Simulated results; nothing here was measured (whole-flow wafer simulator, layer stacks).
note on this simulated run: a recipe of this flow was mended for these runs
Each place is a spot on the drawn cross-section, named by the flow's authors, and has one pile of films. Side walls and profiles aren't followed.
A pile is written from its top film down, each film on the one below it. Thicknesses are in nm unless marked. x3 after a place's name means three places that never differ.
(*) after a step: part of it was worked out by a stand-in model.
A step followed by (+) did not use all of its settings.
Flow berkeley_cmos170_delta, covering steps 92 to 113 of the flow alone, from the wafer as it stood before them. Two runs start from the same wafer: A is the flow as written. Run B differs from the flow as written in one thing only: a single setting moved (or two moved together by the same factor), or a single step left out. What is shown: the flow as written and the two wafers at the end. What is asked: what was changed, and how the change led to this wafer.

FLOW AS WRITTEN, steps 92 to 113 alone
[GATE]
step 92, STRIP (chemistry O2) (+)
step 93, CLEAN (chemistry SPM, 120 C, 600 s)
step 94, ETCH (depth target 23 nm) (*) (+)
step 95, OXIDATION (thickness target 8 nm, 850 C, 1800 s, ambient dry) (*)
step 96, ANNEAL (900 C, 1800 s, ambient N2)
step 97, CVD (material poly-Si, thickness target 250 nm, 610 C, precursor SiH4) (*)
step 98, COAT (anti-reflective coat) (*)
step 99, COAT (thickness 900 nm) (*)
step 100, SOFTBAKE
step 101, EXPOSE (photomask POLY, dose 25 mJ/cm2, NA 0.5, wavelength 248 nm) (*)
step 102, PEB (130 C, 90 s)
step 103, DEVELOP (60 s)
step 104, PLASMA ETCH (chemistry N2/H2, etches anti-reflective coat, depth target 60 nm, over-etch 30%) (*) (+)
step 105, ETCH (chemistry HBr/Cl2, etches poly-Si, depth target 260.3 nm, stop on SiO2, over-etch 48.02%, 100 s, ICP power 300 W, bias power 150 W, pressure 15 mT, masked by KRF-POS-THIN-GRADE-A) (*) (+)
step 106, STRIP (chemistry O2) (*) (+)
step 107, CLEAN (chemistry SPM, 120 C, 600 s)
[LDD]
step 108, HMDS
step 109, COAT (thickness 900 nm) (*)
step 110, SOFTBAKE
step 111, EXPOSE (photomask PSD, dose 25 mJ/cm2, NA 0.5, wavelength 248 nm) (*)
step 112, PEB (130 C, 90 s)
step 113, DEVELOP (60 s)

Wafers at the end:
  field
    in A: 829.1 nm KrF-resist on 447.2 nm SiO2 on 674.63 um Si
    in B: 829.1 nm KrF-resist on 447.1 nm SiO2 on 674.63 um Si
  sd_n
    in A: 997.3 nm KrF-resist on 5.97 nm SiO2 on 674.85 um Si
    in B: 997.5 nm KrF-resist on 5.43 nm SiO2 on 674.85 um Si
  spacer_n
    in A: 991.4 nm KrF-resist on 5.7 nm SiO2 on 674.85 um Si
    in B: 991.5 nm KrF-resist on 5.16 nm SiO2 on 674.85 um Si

The reason: step 95, OXIDATION: thickness target 7.04 nm was run, while the flow as written has thickness target 8 nm; step 95, OXIDATION: 1584 s was run, where the flow has 1800 s.

The path from the change to this, step by step:
  step 95, OXIDATION (thickness target 8 nm, 850 C, 1800 s, ambient dry) (*)
      sd_n, spacer_n, gate, sd_p, spacer_p, gate_p, contact, m1: A +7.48 SiO2 (new film), -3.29 Si | B +6.94 SiO2 (new film), -3.05 Si
